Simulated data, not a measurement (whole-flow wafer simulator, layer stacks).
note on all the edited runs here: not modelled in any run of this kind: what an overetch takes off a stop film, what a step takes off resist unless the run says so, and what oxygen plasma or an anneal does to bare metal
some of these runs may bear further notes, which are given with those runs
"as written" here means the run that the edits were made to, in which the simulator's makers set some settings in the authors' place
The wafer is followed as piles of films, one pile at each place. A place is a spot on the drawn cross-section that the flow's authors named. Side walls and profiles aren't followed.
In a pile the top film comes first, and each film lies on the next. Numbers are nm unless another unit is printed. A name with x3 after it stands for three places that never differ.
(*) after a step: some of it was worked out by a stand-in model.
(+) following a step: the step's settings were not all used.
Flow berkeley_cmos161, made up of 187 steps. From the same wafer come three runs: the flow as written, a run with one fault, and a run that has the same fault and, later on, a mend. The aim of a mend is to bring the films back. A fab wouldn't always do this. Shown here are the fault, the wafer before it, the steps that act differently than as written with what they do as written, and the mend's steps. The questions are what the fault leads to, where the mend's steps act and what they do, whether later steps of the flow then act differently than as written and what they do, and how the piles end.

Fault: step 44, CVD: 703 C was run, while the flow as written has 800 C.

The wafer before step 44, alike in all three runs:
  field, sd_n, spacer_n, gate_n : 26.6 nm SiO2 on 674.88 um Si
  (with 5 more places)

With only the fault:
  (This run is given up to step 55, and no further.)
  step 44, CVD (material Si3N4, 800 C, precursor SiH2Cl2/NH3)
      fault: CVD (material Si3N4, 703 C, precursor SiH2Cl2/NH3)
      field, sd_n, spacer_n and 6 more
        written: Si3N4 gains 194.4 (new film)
        fault: Si3N4 gains 41.6 (new film)
  Later steps of the flow acting differently than as written:
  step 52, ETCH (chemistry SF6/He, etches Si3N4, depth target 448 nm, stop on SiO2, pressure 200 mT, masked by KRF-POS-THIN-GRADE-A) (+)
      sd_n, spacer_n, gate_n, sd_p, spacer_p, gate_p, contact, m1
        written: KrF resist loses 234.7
        fault: KrF resist loses 68.6
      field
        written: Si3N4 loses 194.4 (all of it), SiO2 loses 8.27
        fault: Si3N4 loses 41.6 (all of it), SiO2 loses 8.27
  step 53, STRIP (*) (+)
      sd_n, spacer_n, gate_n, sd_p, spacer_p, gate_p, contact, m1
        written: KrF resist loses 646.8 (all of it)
        fault: KrF resist loses 812.8 (all of it)
  Once step 55 is done, the piles at sd_n, spacer_n, gate_n, sd_p, spacer_p, gate_p, contact, m1 depart from the flow's by more than 2% or 0.5 nm, whichever is larger.
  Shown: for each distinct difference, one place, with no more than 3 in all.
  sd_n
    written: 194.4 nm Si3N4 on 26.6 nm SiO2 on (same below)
    fault: 41.6 nm Si3N4 on 26.6 nm SiO2 on (same below)

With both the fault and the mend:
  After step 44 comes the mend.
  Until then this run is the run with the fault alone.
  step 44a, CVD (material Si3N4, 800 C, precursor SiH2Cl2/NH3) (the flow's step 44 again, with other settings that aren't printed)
      field, sd_n, spacer_n and 6 more
        Si3N4 gains 152.8
  Every later step of the flow that is run acts as written, at every place that is followed, to within 2% or 0.5 nm, whichever is larger.
  By the end, the piles equal the flow's at every place that both follow.
